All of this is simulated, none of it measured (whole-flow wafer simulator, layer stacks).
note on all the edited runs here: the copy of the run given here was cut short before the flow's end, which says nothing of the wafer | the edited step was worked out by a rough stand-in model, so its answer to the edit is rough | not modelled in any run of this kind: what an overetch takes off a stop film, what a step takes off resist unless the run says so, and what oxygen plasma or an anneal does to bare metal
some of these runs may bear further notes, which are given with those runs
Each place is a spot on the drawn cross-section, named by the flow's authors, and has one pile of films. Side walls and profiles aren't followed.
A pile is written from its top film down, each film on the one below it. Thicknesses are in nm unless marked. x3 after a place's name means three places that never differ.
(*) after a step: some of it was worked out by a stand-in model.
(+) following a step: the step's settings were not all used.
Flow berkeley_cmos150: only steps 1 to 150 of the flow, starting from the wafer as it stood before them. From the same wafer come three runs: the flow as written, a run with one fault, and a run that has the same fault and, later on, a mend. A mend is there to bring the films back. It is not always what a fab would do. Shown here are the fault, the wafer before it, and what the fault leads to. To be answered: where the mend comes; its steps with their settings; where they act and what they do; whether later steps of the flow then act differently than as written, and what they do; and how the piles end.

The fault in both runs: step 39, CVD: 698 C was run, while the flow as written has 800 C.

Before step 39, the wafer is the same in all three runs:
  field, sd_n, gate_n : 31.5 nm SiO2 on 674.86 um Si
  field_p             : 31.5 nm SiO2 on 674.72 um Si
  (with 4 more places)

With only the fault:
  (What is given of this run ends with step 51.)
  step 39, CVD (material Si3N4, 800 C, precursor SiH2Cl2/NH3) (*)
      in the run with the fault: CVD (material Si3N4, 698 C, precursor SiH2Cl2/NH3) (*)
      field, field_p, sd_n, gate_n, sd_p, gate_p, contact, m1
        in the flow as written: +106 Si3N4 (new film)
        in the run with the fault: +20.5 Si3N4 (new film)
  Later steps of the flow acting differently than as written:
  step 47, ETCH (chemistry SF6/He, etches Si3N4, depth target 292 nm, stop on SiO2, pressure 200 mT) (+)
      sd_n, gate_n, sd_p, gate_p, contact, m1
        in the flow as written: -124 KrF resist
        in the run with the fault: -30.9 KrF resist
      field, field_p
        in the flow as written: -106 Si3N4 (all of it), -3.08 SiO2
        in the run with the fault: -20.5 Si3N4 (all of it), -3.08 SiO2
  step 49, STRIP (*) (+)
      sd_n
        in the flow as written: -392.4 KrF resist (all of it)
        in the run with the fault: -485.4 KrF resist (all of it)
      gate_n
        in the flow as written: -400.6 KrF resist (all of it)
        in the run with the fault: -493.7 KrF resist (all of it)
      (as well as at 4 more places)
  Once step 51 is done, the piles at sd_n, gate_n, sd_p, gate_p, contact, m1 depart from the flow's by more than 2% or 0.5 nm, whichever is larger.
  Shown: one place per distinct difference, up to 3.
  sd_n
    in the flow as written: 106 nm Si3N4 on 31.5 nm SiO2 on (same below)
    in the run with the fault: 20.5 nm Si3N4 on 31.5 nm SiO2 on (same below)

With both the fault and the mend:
  After step 39 comes the mend.
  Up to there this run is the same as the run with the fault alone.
  step 39a, CVD (material Si3N4, 800 C, precursor SiH2Cl2/NH3) (*) (the flow's step 39, run once more with other settings, which are not printed)
      field, field_p, sd_n, gate_n, sd_p, gate_p, contact, m1
        +85.6 Si3N4
  Every later step of the flow that is run acts as written, at every place that is followed, to within 2% or 0.5 nm, whichever is larger.
  The piles end the same as the flow's at every place that both follow.
